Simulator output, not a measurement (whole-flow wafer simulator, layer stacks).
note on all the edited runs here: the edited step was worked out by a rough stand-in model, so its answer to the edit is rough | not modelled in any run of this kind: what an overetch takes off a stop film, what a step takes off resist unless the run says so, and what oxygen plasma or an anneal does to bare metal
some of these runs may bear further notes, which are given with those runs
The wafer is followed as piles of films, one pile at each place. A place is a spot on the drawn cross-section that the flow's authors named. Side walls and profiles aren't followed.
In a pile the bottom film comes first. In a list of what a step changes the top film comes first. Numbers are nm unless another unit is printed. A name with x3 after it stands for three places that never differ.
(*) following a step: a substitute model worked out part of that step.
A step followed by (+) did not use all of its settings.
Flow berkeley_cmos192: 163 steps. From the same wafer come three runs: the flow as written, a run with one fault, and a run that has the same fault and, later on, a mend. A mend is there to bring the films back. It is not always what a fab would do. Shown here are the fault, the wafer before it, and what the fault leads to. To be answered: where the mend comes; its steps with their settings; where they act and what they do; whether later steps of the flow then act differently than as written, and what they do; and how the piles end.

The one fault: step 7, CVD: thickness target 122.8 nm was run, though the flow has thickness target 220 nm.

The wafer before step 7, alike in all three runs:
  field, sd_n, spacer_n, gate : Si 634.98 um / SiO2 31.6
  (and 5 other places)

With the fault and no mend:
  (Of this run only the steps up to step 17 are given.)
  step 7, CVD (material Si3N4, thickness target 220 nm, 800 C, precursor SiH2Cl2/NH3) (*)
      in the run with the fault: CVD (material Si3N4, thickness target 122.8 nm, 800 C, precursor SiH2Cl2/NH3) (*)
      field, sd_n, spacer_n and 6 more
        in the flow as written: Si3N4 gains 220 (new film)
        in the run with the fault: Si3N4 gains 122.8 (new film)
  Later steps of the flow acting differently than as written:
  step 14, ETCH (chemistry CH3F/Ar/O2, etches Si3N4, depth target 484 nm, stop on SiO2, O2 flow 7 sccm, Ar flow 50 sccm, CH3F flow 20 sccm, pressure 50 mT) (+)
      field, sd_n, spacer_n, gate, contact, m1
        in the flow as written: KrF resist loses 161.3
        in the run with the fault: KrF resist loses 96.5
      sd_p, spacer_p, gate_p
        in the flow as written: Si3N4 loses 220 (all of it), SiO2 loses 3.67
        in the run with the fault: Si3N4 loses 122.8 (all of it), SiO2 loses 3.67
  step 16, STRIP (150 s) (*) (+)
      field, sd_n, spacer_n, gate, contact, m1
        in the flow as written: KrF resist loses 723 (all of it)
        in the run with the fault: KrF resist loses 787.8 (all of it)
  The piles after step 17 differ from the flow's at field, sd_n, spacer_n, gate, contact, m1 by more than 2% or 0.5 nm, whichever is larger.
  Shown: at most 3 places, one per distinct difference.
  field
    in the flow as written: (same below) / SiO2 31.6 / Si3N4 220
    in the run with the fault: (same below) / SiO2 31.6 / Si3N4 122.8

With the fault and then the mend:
  The mend stands after step 7.
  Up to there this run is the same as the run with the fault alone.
  step 7a, ETCH (chemistry h3po4, depth target 141.2 nm)
      field, sd_n, spacer_n and 6 more
        Si3N4 loses 122.8 (all of it)
  step 7b, CLEAN (chemistry SC1/SC2) (a further turn of the flow's step 1)
      alters no film at any place that is followed
  step 7c, CVD (material Si3N4, thickness target 220 nm, 800 C, precursor SiH2Cl2/NH3) (*) (a further turn of the flow's step 7)
      field, sd_n, spacer_n and 6 more
        Si3N4 gains 220 (new film)
  None of the later steps of the flow acts differently than as written at any place that is followed.
  At every place that both follow, the piles at the end match the flow's.
